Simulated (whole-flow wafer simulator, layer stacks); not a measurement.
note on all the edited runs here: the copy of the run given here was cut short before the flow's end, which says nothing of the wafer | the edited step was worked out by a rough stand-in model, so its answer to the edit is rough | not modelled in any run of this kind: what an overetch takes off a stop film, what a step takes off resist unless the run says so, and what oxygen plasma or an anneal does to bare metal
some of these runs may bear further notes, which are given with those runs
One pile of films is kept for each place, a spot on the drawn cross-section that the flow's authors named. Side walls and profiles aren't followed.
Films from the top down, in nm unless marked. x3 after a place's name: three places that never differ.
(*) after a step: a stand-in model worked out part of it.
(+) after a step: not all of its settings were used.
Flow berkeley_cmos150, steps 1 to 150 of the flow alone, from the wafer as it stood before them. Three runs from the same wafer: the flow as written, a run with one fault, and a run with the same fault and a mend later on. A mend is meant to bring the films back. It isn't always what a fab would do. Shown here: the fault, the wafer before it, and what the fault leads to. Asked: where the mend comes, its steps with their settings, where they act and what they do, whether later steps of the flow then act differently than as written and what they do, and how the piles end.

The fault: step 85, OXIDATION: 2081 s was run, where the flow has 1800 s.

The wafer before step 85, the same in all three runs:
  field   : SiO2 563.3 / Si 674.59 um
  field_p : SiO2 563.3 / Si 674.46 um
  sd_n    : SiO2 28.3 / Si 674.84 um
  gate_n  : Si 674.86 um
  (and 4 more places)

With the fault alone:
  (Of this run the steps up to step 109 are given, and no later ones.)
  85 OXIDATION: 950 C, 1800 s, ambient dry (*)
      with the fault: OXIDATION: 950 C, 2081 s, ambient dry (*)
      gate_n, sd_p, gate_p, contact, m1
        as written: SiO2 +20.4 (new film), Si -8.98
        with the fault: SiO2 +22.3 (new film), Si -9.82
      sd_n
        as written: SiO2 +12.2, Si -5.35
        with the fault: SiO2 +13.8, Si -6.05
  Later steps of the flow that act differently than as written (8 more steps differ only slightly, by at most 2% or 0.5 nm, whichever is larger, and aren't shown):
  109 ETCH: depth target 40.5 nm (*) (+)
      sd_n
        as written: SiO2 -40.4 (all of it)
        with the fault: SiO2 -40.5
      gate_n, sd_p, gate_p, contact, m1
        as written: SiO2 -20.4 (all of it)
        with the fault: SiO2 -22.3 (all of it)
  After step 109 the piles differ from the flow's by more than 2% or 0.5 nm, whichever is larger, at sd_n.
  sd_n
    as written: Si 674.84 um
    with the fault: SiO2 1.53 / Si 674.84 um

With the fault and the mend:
  The mend comes after step 87.
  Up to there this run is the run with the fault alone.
  87a ETCH: depth target 1.895 nm (the flow's step 84 once more, with other settings)
      field, field_p, sd_n, gate_n, sd_p, gate_p, contact, m1
        SiO2 -1.89
  No later step of the flow acts differently than as written, at any place that is followed, by more than 2% or 0.5 nm, whichever is larger.
  At the end the piles differ from the flow's only slightly at the places that both follow, by at most 2% or 0.5 nm, whichever is larger.
